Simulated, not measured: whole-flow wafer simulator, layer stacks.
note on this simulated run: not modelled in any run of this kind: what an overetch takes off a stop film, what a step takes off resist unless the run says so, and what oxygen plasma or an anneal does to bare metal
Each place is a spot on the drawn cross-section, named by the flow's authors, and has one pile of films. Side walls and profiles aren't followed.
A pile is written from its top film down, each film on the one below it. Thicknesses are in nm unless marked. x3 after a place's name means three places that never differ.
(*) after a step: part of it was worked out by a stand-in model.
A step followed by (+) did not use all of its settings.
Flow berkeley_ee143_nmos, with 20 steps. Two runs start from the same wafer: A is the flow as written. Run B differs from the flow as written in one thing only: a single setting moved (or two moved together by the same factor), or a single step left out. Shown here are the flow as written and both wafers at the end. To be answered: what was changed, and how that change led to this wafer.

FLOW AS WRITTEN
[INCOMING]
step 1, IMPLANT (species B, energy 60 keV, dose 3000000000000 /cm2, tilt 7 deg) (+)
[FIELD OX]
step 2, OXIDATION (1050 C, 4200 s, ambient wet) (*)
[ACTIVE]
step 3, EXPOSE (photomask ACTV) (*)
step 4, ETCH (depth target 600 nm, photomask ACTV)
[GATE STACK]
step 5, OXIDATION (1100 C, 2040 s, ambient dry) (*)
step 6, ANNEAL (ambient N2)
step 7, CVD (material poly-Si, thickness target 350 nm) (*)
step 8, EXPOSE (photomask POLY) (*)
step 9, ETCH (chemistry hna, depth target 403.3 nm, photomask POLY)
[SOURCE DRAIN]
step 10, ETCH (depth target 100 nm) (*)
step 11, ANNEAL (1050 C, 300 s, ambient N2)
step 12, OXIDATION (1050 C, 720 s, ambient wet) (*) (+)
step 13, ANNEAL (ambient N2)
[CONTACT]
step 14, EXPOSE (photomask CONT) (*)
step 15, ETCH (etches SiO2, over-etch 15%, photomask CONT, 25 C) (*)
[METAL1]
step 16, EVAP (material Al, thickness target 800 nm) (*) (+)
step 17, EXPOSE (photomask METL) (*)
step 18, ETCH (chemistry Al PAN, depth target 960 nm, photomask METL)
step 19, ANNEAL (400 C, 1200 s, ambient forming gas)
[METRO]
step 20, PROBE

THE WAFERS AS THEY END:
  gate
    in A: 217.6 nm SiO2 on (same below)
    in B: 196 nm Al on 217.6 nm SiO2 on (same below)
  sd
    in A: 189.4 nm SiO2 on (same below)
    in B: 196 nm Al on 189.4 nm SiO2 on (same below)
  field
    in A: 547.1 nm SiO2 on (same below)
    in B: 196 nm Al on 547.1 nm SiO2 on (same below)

Cause: step 18, ETCH: depth target 604 nm was run, whereas the flow has depth target 960 nm.

The path from the change to this, step by step:
  step 18, ETCH (chemistry Al PAN, depth target 960 nm, photomask METL)
      gate, sd, field: A Al loses 800 (all of it) | B Al loses 604
If metal films that touch count as one body, gate has 1 body; the flow as written gives 0 bodies.
If metal films that touch count as one body, sd has 1 body; the flow as written gives 0 bodies.
If metal films that touch count as one body, field has 1 body; the flow as written gives 0 bodies.
